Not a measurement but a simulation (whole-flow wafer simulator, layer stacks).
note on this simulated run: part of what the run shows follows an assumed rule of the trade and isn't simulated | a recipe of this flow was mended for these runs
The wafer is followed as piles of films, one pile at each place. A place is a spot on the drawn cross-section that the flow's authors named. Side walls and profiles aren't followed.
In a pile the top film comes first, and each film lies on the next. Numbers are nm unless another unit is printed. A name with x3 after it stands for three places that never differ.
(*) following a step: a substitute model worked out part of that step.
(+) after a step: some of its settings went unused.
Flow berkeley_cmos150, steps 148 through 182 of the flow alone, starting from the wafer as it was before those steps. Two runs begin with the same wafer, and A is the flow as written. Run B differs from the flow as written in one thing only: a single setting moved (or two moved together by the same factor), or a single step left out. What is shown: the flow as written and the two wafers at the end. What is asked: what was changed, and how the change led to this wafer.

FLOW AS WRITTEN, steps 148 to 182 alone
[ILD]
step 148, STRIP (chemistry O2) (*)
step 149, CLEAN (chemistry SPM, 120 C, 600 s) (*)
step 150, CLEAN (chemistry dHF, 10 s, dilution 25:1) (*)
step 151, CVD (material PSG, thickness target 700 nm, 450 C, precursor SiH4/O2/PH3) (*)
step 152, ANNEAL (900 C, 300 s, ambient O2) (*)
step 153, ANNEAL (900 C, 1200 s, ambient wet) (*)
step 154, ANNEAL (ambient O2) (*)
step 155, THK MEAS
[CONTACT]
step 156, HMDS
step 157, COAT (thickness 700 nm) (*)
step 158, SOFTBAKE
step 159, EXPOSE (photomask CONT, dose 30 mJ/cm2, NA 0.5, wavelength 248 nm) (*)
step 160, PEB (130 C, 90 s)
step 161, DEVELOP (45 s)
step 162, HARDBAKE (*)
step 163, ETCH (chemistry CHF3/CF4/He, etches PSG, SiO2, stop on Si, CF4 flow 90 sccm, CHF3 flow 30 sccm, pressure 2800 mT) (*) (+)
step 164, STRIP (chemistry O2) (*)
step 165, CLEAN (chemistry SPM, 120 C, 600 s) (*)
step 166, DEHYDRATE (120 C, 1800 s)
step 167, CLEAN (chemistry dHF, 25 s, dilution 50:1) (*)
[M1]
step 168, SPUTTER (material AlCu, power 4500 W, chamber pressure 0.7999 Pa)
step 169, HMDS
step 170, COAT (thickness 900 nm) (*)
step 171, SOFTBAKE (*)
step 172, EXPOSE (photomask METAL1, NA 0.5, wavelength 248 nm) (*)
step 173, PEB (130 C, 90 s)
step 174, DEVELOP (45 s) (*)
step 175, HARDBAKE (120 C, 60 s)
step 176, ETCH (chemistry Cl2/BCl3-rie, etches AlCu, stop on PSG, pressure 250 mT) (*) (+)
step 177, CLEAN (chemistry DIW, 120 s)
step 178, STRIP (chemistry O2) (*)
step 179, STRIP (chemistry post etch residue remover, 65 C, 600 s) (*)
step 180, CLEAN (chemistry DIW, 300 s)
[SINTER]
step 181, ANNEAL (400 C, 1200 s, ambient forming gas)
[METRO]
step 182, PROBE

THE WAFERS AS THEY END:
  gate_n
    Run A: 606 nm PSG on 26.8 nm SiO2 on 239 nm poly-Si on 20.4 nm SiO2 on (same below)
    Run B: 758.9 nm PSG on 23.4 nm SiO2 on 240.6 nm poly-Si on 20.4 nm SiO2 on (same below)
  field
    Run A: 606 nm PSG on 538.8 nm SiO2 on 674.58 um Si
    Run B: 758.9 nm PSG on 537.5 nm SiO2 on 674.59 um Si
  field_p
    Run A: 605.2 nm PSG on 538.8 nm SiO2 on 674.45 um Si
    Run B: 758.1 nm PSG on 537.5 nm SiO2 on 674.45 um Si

The reason: step 151, CVD: thickness target 868 nm was run, whereas the flow has thickness target 700 nm; step 167, CLEAN: 31 s was run, where the flow has 25 s.

How this came from the change, step by step:
  step 151, CVD (material PSG, thickness target 700 nm, 450 C, precursor SiH4/O2/PH3) (*)
      field, field_p, sd_n, gate_n, gate_p, contact, m1: A PSG gains 700 (new film) | B PSG gains 868 (new film)
      sd_p: A PSG gains 639.5 (new film) | B PSG gains 846.1 (new film)
  step 153, ANNEAL (900 C, 1200 s, ambient wet) (*)
      sd_n, contact, m1: A PSG loses 35, SiO2 gains 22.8, Si loses 10 | B PSG loses 43.4, SiO2 gains 20.2, Si loses 8.9
      field, field_p: A PSG loses 35, SiO2 gains 16.3, Si loses 7.15 | B PSG loses 43.4, SiO2 gains 14.9, Si loses 6.56
      (and at 3 other places as well)
  step 157, COAT (thickness 700 nm) (*)
      sd_p: A KrF-resist gains 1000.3 (new film) | B KrF-resist gains 969.9 (new film)
  step 163, ETCH (chemistry CHF3/CF4/He, etches PSG, SiO2, stop on Si, CF4 flow 90 sccm, CHF3 flow 30 sccm, pressure 2800 mT) (*) (+)
      field, field_p, sd_n, gate_n, sd_p, gate_p, m1: A KrF-resist loses 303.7 | B KrF-resist loses 359.8
      contact: A PSG loses 665 (all of it), SiO2 loses 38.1 (all of it), Si loses 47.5 | B PSG loses 824.6 (all of it), SiO2 loses 35.5 (all of it), Si loses 47.5
  step 164, STRIP (chemistry O2) (*)
      field: A KrF-resist loses 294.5 (all of it) | B KrF-resist loses 239.3 (all of it)
      field_p: A KrF-resist loses 397.1 (all of it) | B KrF-resist loses 343.8 (all of it)
      (and at 5 other places as well)
  step 167, CLEAN (chemistry dHF, 25 s, dilution 50:1) (*)
      field, field_p, sd_n, gate_n, sd_p, gate_p, m1: A PSG loses 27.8 | B PSG loses 34.5
  step 168, SPUTTER (material AlCu, power 4500 W, chamber pressure 0.7999 Pa)
      sd_p: A AlCu gains 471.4 (new film) | B AlCu gains 491.1 (new film)
      contact: A AlCu gains 443.6 (new film) | B AlCu gains 411.9 (new film)
  step 170, COAT (thickness 900 nm) (*)
      sd_p: A thick-KrF-resist gains 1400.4 (new film) | B thick-KrF-resist gains 1345.6 (new film)
      contact: A thick-KrF-resist gains 1720.1 (new film) | B thick-KrF-resist gains 1857.4 (new film)
  step 174, DEVELOP (45 s) (*)
      sd_p: A thick-KrF-resist loses 1396.9 (all of it), AlCu loses 10 | B thick-KrF-resist loses 1342.2 (all of it), AlCu loses 10
  step 175, HARDBAKE (120 C, 60 s)
      contact: A thick-KrF-resist loses 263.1 | B thick-KrF-resist loses 284
  step 176, ETCH (chemistry Cl2/BCl3-rie, etches AlCu, stop on PSG, pressure 250 mT) (*) (+)
      sd_p: A AlCu loses 461.4 (all of it), PSG loses 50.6 | B AlCu loses 481.1 (all of it), PSG loses 48.1
  step 178, STRIP (chemistry O2) (*)
      contact: A thick-KrF-resist loses 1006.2 (all of it) | B thick-KrF-resist loses 1121.9 (all of it)
      m1: A thick-KrF-resist loses 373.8 (all of it) | B thick-KrF-resist loses 360.1 (all of it)
